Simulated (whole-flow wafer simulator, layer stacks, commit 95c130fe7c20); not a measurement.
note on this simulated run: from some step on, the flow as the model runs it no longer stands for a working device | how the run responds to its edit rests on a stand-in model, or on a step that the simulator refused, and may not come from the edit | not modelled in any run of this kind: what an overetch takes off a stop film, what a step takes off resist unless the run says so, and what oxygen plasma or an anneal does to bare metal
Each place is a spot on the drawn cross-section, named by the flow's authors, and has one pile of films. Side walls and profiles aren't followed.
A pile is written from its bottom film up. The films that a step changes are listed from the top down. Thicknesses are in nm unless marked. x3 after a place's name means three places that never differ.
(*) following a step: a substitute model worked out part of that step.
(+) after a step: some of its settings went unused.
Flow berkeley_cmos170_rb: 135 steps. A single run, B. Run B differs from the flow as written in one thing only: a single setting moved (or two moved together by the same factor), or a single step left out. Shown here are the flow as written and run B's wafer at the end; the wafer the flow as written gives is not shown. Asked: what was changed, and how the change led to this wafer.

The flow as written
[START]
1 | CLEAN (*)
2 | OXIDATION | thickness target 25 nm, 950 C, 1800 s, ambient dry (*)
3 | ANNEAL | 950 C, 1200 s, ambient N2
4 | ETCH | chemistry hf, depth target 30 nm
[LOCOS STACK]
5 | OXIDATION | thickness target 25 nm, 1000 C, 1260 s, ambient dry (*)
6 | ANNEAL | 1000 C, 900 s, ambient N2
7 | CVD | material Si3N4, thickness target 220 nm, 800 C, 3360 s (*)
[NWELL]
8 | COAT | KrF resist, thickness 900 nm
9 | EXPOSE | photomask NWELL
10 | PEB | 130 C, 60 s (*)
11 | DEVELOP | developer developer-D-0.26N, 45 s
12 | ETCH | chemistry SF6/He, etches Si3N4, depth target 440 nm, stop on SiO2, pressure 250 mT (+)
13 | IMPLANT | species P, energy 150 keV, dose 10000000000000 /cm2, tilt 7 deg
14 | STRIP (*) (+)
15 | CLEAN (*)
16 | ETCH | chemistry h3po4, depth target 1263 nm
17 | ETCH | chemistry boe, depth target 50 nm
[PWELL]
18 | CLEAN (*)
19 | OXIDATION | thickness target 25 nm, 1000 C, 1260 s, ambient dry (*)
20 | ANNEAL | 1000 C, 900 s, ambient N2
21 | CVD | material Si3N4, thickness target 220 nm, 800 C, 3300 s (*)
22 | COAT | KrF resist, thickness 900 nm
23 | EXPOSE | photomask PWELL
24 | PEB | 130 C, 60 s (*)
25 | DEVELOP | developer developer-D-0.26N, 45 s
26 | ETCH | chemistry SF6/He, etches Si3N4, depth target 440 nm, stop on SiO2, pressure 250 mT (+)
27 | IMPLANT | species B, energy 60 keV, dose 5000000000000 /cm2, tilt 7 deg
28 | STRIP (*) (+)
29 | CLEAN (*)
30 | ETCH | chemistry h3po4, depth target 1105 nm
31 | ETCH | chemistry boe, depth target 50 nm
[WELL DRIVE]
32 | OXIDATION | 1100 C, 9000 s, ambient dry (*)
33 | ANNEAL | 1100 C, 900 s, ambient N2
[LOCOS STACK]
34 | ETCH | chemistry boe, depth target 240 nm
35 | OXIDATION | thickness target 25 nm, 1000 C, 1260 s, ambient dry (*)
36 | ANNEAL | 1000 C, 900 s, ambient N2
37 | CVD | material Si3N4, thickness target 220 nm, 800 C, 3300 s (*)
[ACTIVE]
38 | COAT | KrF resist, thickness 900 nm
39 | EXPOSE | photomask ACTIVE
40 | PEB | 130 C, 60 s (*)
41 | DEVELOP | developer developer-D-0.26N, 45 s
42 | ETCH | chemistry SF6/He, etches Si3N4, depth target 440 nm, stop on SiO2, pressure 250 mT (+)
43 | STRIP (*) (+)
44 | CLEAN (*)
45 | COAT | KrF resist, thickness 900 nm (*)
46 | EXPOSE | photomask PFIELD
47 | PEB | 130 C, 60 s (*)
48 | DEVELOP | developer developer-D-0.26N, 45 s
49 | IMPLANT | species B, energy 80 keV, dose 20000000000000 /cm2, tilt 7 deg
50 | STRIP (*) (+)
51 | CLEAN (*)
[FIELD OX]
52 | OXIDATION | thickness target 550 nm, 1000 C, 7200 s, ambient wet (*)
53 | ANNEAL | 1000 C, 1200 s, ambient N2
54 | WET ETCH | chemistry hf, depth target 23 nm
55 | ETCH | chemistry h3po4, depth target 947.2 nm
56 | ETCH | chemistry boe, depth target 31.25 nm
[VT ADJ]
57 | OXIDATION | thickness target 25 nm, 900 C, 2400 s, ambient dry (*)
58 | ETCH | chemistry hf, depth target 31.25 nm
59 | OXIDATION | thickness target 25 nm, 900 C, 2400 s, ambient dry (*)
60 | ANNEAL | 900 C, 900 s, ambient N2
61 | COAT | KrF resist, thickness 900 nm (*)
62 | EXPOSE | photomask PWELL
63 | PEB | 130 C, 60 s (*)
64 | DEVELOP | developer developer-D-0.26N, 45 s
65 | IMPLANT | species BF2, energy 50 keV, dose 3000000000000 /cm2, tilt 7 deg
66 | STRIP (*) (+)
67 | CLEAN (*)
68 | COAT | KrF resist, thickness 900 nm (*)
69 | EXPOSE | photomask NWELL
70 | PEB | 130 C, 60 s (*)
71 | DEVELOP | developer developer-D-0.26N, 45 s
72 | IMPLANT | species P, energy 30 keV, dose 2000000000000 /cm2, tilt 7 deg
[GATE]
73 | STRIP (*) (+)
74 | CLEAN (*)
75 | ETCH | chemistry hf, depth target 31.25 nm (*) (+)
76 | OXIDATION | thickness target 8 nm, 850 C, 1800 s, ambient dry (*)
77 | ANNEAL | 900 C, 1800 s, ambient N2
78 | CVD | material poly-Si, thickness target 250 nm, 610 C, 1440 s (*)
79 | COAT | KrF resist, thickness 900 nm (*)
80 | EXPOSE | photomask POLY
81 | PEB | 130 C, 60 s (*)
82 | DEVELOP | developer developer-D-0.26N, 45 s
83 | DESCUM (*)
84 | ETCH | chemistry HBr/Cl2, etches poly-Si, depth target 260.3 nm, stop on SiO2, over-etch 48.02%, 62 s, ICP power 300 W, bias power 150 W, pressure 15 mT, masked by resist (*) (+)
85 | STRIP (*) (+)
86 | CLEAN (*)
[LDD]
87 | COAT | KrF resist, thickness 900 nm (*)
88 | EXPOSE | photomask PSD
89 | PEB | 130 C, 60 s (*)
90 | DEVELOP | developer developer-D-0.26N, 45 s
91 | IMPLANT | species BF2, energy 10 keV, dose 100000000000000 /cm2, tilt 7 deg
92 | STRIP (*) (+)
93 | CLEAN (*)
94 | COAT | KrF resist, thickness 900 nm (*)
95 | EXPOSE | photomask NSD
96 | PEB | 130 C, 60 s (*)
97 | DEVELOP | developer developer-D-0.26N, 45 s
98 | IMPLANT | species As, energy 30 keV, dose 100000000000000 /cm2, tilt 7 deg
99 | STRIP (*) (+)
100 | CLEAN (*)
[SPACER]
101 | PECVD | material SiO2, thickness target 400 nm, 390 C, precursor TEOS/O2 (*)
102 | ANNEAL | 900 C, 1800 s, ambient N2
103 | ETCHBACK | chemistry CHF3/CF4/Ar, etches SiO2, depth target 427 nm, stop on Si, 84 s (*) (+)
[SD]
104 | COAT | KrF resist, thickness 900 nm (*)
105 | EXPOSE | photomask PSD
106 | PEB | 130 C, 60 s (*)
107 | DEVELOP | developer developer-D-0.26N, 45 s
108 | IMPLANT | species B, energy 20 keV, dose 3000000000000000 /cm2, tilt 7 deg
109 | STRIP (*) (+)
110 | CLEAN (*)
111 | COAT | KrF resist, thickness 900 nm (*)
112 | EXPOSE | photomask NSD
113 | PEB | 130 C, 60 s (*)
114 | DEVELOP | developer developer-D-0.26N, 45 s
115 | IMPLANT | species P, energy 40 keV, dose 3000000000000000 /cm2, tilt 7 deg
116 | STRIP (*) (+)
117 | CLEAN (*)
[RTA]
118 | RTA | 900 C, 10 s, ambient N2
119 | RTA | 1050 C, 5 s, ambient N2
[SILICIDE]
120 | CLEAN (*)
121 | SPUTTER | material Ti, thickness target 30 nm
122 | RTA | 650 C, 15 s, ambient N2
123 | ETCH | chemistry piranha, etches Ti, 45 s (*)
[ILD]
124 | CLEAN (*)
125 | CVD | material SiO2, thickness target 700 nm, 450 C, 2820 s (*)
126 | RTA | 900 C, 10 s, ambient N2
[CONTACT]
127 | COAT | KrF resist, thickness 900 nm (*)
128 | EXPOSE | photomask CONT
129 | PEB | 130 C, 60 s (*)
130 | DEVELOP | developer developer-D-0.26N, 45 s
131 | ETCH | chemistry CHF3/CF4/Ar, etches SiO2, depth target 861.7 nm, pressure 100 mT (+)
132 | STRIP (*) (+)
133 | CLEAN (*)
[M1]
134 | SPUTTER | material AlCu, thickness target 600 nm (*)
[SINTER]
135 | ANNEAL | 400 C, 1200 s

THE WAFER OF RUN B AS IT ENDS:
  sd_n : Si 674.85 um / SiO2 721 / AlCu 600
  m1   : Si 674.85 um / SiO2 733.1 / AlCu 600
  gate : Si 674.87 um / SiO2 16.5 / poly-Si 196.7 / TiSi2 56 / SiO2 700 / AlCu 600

Cause: step 34, ETCH: depth target 120 nm was run, while the flow as written has depth target 240 nm.

How this came from the change, step by step:
  34 | ETCH | chemistry boe, depth target 240 nm
      field, sd_n, spacer_n and 6 more: -120 SiO2 (as written it would have been: -197.6 SiO2 (all of it))
  35 | OXIDATION | thickness target 25 nm, 1000 C, 1260 s, ambient dry (*)
      field, sd_n, spacer_n and 6 more: +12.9 SiO2, -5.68 Si (as written it would have been: +26.6 SiO2 (new film), -11.7 Si)
  52 | OXIDATION | thickness target 550 nm, 1000 C, 7200 s, ambient wet (*)
      spacer_n: +12.9 SiO2 (new film), -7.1 Si3N4, +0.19 SiO2, -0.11 Si (as written it would have been: +12.9 SiO2 (new film), -7.1 Si3N4)
      gate: +12.9 SiO2 (new film), -7.1 Si3N4, +0.11 SiO2 (as written it would have been: +12.9 SiO2 (new film), -7.1 Si3N4, +0.08 SiO2, -0.08 Si)
      (also at 7 further places)
  56 | ETCH | chemistry boe, depth target 31.25 nm
      spacer_n, gate, sd_p, spacer_p, gate_p, contact: -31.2 SiO2 (as written it would have been: -26.6 SiO2 (all of it))
      sd_n: -31.3 SiO2 (as written it would have been: -28.8 SiO2 (all of it))
      (also at 1 further place)
  57 | OXIDATION | thickness target 25 nm, 900 C, 2400 s, ambient dry (*)
      spacer_n, gate, spacer_p, gate_p: +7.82 SiO2, -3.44 Si (as written it would have been: +15 SiO2 (new film), -6.62 Si)
      sd_n: +4.45 SiO2, -1.96 Si (as written it would have been: +15 SiO2 (new film), -6.62 Si)
      (also at 3 further places)
  58 | ETCH | chemistry hf, depth target 31.25 nm
      sd_n, spacer_n, gate, sd_p, spacer_p, gate_p, contact, m1: -31.2 SiO2 (as written it would have been: -15 SiO2 (all of it))
  59 | OXIDATION | thickness target 25 nm, 900 C, 2400 s, ambient dry (*)
      spacer_n, gate, gate_p: +7.67 SiO2, -3.37 Si (as written it would have been: +15 SiO2 (new film), -6.62 Si)
      sd_n: +6.85 SiO2, -3.02 Si (as written it would have been: +15 SiO2 (new film), -6.62 Si)
      (also at 4 further places)
  75 | ETCH | chemistry hf, depth target 31.25 nm (*) (+)
      sd_n, spacer_n, gate, spacer_p, gate_p, contact: -31.2 SiO2 (as written it would have been: -15 SiO2 (all of it))
      sd_p, m1: -31.3 SiO2 (as written it would have been: -15 SiO2 (all of it))
  76 | OXIDATION | thickness target 8 nm, 850 C, 1800 s, ambient dry (*)
      gate, gate_p: +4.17 SiO2, -1.84 Si (as written it would have been: +7.53 SiO2 (new film), -3.31 Si)
      sd_n: +3.19 SiO2, -1.41 Si (as written it would have been: +7.53 SiO2 (new film), -3.31 Si)
      (also at 5 further places)
  85 | STRIP (*) (+)
      gate: -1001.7 KrF resist (all of it) (as written it would have been: -980 KrF resist (all of it))
      gate_p: -1001.7 KrF resist (all of it) (as written it would have been: -979.9 KrF resist (all of it))
  87 | COAT | KrF resist, thickness 900 nm (*)
      gate: +720.9 KrF resist (new film) (as written it would have been: +706 KrF resist (new film))
  92 | STRIP (*) (+)
      gate: -706.7 KrF resist (all of it) (as written it would have been: -691.8 KrF resist (all of it))
  94 | COAT | KrF resist, thickness 900 nm (*)
      gate: +720.9 KrF resist (new film) (as written it would have been: +706 KrF resist (new film))
  97 | DEVELOP | developer developer-D-0.26N, 45 s
      gate: -720.9 KrF resist (all of it) (as written it would have been: -706 KrF resist (all of it))
  103 | ETCHBACK | chemistry CHF3/CF4/Ar, etches SiO2, depth target 427 nm, stop on Si, 84 s (*) (+)
      sd_n, m1: -427 SiO2 (as written it would have been: -406.1 SiO2 (all of it))
      sd_p: -410.2 SiO2 (all of it) (as written it would have been: -388.4 SiO2 (all of it))
      (also at 1 further place)
  104 | COAT | KrF resist, thickness 900 nm (*)
      sd_p: +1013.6 KrF resist (new film) (as written it would have been: +990.7 KrF resist (new film))
  ... another 10 steps ...
  134 | SPUTTER | material AlCu, thickness target 600 nm (*)
      sd_p: +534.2 AlCu (new film) (as written it would have been: +545.9 AlCu (new film))
